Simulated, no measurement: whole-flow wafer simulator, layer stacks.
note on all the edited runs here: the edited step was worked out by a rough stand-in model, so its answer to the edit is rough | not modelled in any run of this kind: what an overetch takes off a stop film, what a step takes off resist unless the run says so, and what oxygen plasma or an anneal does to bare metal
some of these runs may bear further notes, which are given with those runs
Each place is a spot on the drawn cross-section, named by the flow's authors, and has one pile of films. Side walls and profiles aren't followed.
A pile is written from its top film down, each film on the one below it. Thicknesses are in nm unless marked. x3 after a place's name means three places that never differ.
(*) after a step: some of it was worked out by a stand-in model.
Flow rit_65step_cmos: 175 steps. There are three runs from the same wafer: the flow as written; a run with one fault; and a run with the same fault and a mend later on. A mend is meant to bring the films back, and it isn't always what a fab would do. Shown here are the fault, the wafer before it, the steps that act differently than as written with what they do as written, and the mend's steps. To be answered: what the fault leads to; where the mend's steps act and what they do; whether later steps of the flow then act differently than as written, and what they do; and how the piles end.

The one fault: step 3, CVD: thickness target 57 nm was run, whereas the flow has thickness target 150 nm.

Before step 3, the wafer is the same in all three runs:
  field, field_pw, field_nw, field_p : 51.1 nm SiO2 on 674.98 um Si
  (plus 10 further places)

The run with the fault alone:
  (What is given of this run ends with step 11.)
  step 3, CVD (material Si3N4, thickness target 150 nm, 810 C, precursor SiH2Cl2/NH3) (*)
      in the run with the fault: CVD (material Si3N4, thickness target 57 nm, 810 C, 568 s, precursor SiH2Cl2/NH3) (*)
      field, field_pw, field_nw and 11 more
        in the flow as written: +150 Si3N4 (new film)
        in the run with the fault: +57 Si3N4 (new film)
  Later steps of the flow up to step 11 that are run all act as written at every place that is followed.
  The piles after step 11 differ from the flow's at field, field_pw, field_nw and 11 more by more than 2% or 0.5 nm, whichever is larger.
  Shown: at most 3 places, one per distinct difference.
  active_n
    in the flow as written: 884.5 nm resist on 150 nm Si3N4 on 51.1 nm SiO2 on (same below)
    in the run with the fault: 884.5 nm resist on 57 nm Si3N4 on 51.1 nm SiO2 on (same below)
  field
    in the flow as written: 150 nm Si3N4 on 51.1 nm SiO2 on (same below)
    in the run with the fault: 57 nm Si3N4 on 51.1 nm SiO2 on (same below)

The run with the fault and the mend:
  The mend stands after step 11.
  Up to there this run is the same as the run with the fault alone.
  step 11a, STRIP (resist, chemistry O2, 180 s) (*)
      active_n, active_p, gate_n and 7 more
        -884.5 resist (all of it)
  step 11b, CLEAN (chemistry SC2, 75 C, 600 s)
      leaves every film unchanged at each place that is followed
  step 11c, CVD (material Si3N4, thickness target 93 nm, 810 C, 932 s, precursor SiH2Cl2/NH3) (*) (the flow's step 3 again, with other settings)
      field, field_pw, field_nw and 11 more
        +93 Si3N4
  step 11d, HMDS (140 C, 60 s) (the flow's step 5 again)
      leaves every film unchanged at each place that is followed
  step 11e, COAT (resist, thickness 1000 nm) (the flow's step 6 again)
      field, field_pw, field_nw and 11 more
        +1000 resist (new film)
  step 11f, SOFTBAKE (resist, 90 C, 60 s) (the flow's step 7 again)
      leaves every film unchanged at each place that is followed
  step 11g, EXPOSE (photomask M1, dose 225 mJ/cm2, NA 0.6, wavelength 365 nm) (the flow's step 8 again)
      leaves every film unchanged at each place that is followed
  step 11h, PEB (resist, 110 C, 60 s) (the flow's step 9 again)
      field, field_pw, field_nw and 11 more
        -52 resist
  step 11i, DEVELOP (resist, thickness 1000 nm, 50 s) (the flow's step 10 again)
      field, field_pw, field_nw, field_p
        -948 resist (all of it)
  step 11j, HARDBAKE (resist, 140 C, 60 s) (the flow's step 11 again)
      active_n, active_p, gate_n and 7 more
        -63.5 resist
  Later steps of the flow that are run all act as written at every place that is followed.
  By the end, the piles equal the flow's at every place that both follow.
